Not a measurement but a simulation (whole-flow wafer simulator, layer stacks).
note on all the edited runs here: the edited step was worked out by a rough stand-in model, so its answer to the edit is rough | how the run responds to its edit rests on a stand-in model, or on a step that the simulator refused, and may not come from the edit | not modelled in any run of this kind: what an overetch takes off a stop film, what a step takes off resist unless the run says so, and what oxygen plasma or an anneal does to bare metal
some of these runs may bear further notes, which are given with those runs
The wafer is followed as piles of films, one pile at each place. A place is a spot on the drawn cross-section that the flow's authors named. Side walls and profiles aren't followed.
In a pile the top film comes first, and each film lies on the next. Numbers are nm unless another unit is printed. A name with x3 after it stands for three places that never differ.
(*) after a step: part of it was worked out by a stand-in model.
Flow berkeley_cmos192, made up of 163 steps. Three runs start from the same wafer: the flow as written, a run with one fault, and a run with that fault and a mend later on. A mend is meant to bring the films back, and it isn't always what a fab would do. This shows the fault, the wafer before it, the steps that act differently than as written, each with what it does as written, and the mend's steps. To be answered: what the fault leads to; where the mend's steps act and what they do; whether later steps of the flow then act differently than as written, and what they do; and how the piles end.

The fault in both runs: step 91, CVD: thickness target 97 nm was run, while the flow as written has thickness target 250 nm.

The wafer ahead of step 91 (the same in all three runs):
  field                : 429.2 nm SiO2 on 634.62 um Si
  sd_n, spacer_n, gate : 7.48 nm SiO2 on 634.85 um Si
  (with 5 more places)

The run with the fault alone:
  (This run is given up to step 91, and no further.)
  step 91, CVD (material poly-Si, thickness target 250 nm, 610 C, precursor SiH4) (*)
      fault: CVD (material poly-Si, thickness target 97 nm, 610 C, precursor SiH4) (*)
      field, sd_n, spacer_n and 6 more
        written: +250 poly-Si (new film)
        fault: +97 poly-Si (new film)
  The piles after step 91 differ from the flow's at field, sd_n, spacer_n and 6 more by more than 2% or 0.5 nm, whichever is larger.
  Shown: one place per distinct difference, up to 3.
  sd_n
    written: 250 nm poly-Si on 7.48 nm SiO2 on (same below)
    fault: 97 nm poly-Si on 7.48 nm SiO2 on (same below)
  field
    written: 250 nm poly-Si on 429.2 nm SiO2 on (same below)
    fault: 97 nm poly-Si on 429.2 nm SiO2 on (same below)

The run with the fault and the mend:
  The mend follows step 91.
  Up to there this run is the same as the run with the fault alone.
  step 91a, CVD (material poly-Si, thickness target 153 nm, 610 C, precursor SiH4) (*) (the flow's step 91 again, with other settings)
      field, sd_n, spacer_n and 6 more
        +153 poly-Si
  None of the later steps of the flow differs from how it acts as written, at any place that is followed, by more than 2% or 0.5 nm, whichever is larger.
  The piles end the same as the flow's at every place that both follow.
